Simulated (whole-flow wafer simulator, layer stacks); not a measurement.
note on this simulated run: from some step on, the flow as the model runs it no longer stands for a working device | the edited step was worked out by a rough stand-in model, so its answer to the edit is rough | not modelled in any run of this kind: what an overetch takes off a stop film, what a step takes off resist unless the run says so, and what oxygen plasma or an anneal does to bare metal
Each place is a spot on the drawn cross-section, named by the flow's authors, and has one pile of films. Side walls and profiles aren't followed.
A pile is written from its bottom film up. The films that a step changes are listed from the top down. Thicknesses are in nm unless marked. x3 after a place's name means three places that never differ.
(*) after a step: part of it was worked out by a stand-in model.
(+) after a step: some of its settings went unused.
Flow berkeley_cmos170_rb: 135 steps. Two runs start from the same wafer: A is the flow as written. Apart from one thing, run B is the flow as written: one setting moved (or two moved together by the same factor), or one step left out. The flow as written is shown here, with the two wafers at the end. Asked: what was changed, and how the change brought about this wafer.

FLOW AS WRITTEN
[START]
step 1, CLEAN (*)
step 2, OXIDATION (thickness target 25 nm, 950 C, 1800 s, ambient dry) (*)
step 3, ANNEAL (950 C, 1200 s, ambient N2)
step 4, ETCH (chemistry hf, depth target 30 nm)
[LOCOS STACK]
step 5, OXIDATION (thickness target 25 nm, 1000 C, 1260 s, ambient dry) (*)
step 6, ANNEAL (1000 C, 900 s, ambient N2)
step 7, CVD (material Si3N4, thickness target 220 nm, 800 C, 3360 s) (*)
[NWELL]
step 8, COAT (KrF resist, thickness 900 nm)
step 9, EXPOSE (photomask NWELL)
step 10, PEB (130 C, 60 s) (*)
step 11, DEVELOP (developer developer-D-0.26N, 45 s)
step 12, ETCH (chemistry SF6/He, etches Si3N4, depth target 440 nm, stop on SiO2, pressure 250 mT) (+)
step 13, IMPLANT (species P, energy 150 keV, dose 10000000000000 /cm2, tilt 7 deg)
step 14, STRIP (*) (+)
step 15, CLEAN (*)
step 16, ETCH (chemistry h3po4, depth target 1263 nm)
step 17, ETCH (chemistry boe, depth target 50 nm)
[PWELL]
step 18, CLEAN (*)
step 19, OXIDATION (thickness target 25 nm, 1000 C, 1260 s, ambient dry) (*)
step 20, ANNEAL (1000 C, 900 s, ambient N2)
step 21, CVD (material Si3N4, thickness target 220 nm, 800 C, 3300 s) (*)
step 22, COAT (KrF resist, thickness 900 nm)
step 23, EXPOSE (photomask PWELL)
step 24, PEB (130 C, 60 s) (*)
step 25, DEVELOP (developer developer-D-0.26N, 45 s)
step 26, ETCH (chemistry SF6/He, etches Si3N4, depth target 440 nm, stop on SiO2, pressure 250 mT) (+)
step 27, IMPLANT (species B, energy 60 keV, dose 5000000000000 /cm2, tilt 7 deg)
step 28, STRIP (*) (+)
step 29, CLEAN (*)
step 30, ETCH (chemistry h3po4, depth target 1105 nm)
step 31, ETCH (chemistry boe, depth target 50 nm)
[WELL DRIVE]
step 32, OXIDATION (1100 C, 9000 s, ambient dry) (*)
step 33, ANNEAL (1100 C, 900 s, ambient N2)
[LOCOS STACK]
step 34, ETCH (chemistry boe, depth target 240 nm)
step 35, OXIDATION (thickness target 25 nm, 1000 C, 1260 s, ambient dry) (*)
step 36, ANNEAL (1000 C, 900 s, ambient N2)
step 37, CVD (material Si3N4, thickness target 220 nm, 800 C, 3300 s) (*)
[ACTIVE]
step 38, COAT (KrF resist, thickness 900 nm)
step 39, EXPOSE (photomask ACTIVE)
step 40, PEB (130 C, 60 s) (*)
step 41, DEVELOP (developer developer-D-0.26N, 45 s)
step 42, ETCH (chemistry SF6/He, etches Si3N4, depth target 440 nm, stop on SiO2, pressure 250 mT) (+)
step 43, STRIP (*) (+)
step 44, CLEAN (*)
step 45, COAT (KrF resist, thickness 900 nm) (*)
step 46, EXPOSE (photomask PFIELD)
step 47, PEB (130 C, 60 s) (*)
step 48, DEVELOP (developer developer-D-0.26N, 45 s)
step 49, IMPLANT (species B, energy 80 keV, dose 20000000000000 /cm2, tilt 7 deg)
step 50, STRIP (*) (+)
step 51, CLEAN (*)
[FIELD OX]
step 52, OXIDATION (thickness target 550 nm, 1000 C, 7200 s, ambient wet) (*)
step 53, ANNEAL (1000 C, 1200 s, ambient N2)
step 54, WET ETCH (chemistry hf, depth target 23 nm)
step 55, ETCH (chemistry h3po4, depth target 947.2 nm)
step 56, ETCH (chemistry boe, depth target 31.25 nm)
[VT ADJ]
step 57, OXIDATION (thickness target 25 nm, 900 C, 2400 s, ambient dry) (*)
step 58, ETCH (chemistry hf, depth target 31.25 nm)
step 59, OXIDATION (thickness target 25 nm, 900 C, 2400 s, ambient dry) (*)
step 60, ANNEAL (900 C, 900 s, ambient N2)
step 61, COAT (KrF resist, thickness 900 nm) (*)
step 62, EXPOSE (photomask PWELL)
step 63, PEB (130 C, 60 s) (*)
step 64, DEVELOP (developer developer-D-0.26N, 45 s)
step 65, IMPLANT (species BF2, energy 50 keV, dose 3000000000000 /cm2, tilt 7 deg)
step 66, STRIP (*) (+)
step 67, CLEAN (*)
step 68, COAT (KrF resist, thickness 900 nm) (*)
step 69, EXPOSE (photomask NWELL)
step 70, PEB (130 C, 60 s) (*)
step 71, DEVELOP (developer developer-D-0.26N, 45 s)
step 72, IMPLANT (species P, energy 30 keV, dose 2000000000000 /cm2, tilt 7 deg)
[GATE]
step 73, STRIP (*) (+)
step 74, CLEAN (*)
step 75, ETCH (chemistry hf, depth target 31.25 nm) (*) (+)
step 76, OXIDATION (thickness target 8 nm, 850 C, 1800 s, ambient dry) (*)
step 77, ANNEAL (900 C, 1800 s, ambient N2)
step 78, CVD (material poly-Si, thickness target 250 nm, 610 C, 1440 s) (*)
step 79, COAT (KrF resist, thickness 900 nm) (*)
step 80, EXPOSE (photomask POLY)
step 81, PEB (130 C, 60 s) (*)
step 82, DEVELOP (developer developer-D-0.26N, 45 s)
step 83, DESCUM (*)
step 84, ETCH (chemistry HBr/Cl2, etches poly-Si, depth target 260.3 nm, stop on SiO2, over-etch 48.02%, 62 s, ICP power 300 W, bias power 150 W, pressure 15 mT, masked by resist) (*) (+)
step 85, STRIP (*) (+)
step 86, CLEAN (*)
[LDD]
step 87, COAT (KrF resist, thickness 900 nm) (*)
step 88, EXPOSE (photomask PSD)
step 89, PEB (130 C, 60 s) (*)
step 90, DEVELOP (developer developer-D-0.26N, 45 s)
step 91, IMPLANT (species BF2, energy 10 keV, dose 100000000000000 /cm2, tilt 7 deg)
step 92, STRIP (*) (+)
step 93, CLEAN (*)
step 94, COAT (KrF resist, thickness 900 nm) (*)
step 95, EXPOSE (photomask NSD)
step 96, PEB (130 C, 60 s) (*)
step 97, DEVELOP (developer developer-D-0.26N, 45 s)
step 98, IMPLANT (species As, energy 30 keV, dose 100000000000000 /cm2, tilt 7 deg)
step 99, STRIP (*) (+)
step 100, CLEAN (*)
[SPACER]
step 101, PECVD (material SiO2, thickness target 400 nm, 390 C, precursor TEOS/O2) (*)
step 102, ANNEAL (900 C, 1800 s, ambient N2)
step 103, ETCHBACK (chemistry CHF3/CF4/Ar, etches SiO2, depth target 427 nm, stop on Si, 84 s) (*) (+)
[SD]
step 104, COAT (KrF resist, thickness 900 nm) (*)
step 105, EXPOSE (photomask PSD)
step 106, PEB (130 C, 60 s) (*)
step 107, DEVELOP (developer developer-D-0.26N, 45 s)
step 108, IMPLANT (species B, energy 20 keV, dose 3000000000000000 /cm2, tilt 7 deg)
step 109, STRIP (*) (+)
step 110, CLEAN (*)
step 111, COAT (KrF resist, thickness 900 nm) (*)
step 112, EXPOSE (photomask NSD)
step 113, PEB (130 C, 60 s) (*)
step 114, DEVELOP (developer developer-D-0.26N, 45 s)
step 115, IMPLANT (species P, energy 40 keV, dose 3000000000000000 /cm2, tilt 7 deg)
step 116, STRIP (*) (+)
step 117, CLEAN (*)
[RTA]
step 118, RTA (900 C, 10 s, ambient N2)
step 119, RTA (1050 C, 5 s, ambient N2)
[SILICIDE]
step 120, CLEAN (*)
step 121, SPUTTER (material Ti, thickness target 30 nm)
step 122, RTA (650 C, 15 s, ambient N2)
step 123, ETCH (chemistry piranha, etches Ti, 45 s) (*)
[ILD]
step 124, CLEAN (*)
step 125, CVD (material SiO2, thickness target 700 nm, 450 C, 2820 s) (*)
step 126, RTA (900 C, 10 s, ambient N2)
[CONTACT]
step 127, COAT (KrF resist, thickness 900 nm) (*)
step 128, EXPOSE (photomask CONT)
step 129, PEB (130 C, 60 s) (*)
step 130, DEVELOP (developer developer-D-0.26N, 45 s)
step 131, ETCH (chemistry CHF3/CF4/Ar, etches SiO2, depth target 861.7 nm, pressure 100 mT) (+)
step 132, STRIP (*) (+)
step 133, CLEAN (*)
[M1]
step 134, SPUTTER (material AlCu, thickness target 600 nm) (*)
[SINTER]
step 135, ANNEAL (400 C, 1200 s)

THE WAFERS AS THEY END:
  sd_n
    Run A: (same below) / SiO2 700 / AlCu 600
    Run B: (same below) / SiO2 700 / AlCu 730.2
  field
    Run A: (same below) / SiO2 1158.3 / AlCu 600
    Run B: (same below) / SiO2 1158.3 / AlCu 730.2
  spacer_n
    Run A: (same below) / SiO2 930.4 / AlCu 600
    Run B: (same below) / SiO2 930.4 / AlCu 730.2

What caused this: step 134, SPUTTER: thickness target 730.2 nm was run, whereas the flow has thickness target 600 nm.
One can read it off the wafer: sd_n has AlCu 730.2, and step 134 as written asks for 600 nm.

Step by step, how the change led to this:
  step 134, SPUTTER (material AlCu, thickness target 600 nm) (*)
      field, sd_n, spacer_n, gate, spacer_p, gate_p, m1: A AlCu gains 600 (new film) | B AlCu gains 730.2 (new film)
      sd_p: A AlCu gains 545.9 (new film) | B AlCu gains 670.8 (new film)
      (and at 1 other place as well)
